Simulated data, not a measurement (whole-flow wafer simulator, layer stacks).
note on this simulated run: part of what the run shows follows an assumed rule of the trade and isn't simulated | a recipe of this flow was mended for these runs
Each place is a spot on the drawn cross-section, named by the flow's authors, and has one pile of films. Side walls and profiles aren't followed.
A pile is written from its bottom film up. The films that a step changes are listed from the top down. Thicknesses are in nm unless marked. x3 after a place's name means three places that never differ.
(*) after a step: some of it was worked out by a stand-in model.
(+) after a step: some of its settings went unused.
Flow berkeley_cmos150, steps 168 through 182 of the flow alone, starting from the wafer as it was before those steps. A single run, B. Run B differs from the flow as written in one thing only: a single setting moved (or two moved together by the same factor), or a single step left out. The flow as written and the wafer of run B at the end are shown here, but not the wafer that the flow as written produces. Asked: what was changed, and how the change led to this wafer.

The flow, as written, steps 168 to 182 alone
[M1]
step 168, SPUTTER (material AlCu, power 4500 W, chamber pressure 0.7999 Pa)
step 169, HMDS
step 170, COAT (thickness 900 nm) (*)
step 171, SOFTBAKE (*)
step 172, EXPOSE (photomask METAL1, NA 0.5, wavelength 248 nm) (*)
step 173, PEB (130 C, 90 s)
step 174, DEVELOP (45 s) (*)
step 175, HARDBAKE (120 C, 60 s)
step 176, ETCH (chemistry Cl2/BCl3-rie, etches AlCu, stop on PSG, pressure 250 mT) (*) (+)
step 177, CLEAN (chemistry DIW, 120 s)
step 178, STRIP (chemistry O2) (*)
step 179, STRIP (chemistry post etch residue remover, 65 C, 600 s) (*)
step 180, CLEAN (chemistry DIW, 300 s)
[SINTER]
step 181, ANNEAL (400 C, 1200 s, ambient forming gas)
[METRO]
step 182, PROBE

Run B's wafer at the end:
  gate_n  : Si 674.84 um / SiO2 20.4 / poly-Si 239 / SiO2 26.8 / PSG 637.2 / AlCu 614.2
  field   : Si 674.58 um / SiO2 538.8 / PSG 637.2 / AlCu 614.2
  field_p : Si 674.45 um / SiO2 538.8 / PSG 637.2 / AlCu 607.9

Cause: step 176, ETCH: chemistry Cl2/BCl3-rie, etches AlCu, stop on PSG, pressure 250 mT (*) (+), was omitted.

Step by step, how the change led to this:
  step 178, STRIP (chemistry O2) (*)
      contact: -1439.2 thick-KrF-resist (all of it) (as written it would have been: -1006.2 thick-KrF-resist (all of it))
      m1: -806.9 thick-KrF-resist (all of it) (as written it would have been: -373.8 thick-KrF-resist (all of it))
  step 179, STRIP (chemistry post etch residue remover, 65 C, 600 s) (*)
      field, field_p, sd_n, gate_n, sd_p, gate_p: -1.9 AlCu (as written it would have been: nothing)
If metal films that touch count as one body, gate_n has 1 body; the flow as written gives 0 bodies.
If metal films that touch count as one body, field has 1 body; the flow as written gives 0 bodies.
If metal films that touch count as one body, field_p has 1 body; the flow as written gives 0 bodies.
